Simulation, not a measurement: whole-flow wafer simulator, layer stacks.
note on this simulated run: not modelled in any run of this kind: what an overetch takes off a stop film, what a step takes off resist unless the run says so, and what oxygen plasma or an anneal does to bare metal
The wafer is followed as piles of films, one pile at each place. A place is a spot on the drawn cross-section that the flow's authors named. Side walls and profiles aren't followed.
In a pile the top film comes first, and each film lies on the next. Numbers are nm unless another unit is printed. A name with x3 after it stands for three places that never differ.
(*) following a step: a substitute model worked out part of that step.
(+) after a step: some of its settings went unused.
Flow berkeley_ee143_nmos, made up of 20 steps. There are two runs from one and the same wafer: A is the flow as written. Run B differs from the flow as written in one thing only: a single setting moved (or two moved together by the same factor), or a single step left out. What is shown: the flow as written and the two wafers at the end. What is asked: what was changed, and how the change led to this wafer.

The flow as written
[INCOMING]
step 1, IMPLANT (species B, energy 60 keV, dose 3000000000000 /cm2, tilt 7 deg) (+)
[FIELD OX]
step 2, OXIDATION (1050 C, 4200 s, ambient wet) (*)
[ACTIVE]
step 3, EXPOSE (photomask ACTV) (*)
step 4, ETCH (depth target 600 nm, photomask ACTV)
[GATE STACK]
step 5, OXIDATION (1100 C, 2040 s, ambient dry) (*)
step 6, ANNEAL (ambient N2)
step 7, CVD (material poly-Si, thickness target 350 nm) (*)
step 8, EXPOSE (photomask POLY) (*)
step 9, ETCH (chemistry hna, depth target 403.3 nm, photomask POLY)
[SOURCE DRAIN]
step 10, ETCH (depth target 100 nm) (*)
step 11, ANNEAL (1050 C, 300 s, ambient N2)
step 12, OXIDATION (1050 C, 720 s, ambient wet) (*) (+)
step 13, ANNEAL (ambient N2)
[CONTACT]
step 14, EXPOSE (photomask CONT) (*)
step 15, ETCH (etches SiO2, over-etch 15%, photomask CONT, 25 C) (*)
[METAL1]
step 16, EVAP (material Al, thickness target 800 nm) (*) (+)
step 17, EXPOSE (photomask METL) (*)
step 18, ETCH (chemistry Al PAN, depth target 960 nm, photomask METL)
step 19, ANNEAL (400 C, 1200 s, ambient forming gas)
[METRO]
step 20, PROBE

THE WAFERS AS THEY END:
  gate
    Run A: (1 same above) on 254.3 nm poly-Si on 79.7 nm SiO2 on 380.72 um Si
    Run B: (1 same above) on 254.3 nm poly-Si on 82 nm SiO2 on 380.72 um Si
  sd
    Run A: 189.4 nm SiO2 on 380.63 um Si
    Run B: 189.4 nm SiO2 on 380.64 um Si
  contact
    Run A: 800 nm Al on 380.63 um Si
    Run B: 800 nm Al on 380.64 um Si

What caused this: step 4, ETCH: depth target 554 nm was run, though the flow has depth target 600 nm.

The path from the change to this, step by step:
  step 4, ETCH (depth target 600 nm, photomask ACTV)
      gate, sd, contact: A -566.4 SiO2 (all of it) | B -554 SiO2
  step 5, OXIDATION (1100 C, 2040 s, ambient dry) (*)
      gate, sd, contact: A +79.7 SiO2 (new film), -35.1 Si | B +69.6 SiO2, -30.6 Si
  step 10, ETCH (depth target 100 nm) (*)
      sd, contact: A -79.7 SiO2 (all of it) | B -82 SiO2 (all of it)
